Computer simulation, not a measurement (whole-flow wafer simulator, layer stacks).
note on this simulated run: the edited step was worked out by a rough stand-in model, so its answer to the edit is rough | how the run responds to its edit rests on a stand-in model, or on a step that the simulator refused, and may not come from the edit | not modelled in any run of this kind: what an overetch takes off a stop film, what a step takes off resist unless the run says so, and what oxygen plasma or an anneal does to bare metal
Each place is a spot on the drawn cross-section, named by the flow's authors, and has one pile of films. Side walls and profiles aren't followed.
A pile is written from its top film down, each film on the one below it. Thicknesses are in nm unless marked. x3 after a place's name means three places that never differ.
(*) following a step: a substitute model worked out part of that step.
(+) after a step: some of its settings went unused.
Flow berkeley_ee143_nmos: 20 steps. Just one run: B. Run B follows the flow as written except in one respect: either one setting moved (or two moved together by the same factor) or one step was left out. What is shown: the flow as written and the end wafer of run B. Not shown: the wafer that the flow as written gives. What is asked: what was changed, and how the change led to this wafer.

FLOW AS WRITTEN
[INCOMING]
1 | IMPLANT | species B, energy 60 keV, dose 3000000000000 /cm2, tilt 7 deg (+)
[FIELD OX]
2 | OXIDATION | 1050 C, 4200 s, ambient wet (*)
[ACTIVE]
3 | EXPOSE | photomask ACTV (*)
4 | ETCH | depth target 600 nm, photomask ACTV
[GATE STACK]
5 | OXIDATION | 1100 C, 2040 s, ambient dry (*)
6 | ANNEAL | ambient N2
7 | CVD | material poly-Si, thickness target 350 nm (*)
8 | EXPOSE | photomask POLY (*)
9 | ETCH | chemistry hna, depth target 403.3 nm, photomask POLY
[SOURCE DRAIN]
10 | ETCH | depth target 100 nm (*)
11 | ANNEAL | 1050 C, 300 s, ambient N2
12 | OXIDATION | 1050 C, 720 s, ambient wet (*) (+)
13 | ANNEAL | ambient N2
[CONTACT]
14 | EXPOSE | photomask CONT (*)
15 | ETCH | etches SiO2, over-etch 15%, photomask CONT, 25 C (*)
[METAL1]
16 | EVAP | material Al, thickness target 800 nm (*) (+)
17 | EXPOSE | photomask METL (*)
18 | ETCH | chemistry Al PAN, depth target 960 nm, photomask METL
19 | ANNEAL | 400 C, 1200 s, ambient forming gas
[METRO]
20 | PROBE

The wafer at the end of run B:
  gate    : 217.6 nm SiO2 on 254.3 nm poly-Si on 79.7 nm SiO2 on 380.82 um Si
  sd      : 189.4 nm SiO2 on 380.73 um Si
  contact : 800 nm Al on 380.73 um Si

Cause: step 2, OXIDATION: 1785 s was run, though the flow has 4200 s.

How this came from the change, step by step:
  2 | OXIDATION | 1050 C, 4200 s, ambient wet (*)
      gate, sd, contact, field: +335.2 SiO2 (new film), -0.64 chemical SiO2 (all of it), -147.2 Si (in the flow as written it would be: +566.4 SiO2 (new film), -0.64 chemical SiO2 (all of it), -248.9 Si)
  4 | ETCH | depth target 600 nm, photomask ACTV
      gate, sd, contact: -335.2 SiO2 (all of it) (in the flow as written it would be: -566.4 SiO2 (all of it))
  5 | OXIDATION | 1100 C, 2040 s, ambient dry (*)
      field: +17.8 SiO2, -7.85 Si (in the flow as written it would be: +11.6 SiO2, -5.1 Si)
  12 | OXIDATION | 1050 C, 720 s, ambient wet (*) (+)
      field: +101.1 SiO2, -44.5 Si (in the flow as written it would be: +69.1 SiO2, -30.4 Si)
